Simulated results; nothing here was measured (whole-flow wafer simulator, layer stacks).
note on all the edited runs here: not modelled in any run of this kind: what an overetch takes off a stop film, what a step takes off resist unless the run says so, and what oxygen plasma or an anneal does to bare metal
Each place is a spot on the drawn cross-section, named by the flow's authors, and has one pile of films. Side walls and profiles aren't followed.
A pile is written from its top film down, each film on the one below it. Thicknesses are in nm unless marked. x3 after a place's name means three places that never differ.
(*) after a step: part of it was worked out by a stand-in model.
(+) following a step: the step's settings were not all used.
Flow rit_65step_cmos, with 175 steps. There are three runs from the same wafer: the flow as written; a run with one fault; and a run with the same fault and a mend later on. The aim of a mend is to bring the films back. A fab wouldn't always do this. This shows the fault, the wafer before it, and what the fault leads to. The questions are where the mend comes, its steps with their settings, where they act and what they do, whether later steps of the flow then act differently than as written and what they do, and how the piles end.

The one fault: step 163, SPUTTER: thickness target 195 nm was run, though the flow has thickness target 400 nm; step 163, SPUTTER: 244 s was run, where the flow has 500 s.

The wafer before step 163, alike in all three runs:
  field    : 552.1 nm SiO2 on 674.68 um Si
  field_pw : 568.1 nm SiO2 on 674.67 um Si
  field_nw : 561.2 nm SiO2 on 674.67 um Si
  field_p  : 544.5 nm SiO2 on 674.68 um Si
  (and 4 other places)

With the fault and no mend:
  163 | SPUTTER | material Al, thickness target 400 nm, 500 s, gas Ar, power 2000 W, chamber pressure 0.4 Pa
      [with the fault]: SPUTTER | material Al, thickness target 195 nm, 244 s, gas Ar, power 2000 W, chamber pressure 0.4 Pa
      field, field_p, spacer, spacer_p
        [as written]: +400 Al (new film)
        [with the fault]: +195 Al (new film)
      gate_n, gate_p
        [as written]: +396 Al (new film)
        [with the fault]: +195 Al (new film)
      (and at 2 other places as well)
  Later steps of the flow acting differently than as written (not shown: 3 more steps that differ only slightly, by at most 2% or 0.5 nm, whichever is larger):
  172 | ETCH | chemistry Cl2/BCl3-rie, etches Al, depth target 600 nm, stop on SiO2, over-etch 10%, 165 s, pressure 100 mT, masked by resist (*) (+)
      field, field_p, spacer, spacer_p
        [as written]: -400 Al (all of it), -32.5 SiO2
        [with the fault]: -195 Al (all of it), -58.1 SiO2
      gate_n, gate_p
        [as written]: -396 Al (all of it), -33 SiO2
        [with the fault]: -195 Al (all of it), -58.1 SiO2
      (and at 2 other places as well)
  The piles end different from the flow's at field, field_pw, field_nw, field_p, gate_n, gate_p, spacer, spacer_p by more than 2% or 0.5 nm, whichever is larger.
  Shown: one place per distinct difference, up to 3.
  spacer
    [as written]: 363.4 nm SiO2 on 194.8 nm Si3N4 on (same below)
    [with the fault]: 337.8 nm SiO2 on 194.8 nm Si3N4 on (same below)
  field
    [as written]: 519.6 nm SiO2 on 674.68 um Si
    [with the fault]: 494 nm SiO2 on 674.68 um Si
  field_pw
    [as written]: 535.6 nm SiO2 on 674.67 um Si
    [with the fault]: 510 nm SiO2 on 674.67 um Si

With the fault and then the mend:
  The mend stands after step 164.
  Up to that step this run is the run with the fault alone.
  164a | ETCH | chemistry al pan, depth target 225 nm
      field, field_p, gate_n, gate_p, spacer, spacer_p
        -195 Al (all of it)
      field_pw
        -194.9 Al (all of it)
      field_nw
        -194.8 Al (all of it)
  164b | SPUTTER | material Al, thickness target 400 nm, 500 s, gas Ar, power 2000 W, chamber pressure 0.4 Pa (the flow's step 163, run once more)
      field, field_pw, field_p, spacer, spacer_p
        +400 Al (new film)
      gate_n, gate_p
        +396 Al (new film)
      field_nw
        +397.2 Al (new film)
  Every later step of the flow that is run acts as written at every place that is followed.
  By the end, the piles equal the flow's at every place that both follow.
